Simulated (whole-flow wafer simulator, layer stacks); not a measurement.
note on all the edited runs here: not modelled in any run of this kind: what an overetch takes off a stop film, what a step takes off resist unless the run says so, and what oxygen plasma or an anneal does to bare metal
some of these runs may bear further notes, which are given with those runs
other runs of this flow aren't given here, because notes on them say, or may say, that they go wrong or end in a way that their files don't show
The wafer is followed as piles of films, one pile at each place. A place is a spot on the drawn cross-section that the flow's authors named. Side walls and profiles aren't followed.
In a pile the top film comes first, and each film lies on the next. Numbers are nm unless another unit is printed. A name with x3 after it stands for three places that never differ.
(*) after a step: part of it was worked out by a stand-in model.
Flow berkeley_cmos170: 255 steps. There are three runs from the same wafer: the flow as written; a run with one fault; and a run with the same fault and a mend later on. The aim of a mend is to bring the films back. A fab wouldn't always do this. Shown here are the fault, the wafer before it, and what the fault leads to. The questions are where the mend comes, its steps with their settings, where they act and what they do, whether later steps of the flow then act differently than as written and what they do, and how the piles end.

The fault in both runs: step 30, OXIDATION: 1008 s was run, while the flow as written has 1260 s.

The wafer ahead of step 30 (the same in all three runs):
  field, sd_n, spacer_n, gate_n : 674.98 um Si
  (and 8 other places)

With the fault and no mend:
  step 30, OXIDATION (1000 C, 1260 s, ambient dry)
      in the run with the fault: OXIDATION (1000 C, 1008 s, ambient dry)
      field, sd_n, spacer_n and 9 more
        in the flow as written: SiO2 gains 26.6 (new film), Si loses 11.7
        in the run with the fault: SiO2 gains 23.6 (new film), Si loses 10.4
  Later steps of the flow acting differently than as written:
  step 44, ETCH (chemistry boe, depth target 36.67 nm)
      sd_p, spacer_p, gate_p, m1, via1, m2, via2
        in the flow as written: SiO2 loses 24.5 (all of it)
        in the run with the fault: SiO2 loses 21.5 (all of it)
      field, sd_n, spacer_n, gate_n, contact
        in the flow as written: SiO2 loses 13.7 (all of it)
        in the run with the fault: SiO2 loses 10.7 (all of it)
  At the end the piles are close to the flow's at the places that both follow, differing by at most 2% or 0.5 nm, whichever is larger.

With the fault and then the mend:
  After step 30 comes the mend.
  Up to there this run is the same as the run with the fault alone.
  step 30a, OXIDATION (1000 C, 252 s, ambient dry) (*) (a further turn of the flow's step 30, with different settings)
      field, sd_n, spacer_n and 9 more
        SiO2 gains 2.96, Si loses 1.3
  Every later step of the flow that is run acts as written at every place that is followed.
  The piles end the same as the flow's at every place that both follow.
